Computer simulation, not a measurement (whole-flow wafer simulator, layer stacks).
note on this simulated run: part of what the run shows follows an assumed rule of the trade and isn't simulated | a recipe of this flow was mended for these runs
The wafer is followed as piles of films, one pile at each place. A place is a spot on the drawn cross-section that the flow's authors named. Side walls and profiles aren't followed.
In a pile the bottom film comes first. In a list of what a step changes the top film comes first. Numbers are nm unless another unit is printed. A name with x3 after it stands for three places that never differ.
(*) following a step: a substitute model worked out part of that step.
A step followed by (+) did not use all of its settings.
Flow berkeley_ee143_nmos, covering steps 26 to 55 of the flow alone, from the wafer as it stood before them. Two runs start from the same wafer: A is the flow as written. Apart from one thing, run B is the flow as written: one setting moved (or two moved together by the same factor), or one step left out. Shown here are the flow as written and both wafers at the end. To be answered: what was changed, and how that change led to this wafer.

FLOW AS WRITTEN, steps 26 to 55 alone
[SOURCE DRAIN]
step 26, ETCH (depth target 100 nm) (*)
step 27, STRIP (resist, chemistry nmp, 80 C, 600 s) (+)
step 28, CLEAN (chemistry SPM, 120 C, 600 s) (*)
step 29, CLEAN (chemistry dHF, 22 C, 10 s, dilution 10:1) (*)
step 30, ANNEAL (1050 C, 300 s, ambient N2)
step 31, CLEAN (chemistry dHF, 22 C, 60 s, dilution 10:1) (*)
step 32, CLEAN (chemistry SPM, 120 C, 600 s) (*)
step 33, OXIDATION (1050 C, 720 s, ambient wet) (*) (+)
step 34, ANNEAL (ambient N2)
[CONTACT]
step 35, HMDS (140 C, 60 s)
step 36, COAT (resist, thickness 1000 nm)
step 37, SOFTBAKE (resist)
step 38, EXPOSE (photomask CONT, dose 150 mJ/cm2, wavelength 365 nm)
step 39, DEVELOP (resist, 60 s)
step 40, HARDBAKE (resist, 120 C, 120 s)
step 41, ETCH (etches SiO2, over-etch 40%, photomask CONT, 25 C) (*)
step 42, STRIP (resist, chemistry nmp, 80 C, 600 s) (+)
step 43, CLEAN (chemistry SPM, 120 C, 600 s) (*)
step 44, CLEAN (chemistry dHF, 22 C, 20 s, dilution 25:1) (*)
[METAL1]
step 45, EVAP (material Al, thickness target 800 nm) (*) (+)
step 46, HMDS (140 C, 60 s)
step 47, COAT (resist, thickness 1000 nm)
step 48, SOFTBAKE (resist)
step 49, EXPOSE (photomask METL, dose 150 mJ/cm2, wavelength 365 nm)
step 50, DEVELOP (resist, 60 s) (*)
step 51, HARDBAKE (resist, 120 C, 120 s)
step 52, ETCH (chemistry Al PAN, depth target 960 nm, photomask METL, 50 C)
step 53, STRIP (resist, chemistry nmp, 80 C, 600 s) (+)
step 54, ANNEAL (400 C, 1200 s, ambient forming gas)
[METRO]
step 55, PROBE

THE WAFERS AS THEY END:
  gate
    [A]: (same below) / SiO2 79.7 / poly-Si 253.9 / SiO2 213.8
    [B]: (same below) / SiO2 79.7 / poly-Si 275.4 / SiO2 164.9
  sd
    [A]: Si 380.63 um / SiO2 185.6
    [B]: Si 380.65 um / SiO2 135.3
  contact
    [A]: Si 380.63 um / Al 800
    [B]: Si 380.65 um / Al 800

What caused this: step 33, OXIDATION: 1015 C was run, whereas the flow has 1050 C.

The path from the change to this, step by step:
  step 33, OXIDATION (1050 C, 720 s, ambient wet) (*) (+)
      sd, contact: A SiO2 gains 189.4 (new film), chemical SiO2 loses 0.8 (all of it), Si loses 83 | B SiO2 gains 139.1 (new film), chemical SiO2 loses 0.8 (all of it), Si loses 60.8
      gate: A SiO2 gains 217.6 (new film), chemical SiO2 loses 0.8 (all of it), poly-Si loses 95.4 | B SiO2 gains 168.7 (new film), chemical SiO2 loses 0.8 (all of it), poly-Si loses 73.9
      (as well as at 1 more place)
  step 41, ETCH (etches SiO2, over-etch 40%, photomask CONT, 25 C) (*)
      contact: A SiO2 loses 189.4 (all of it) | B SiO2 loses 139.1 (all of it)
  step 47, COAT (resist, thickness 1000 nm)
      contact: A resist gains 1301 (new film) | B resist gains 1266.5 (new film)
  step 51, HARDBAKE (resist, 120 C, 120 s)
      contact: A resist loses 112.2 | B resist loses 109
  step 53, STRIP (resist, chemistry nmp, 80 C, 600 s) (+)
      contact: A resist loses 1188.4 (all of it) | B resist loses 1157.1 (all of it)
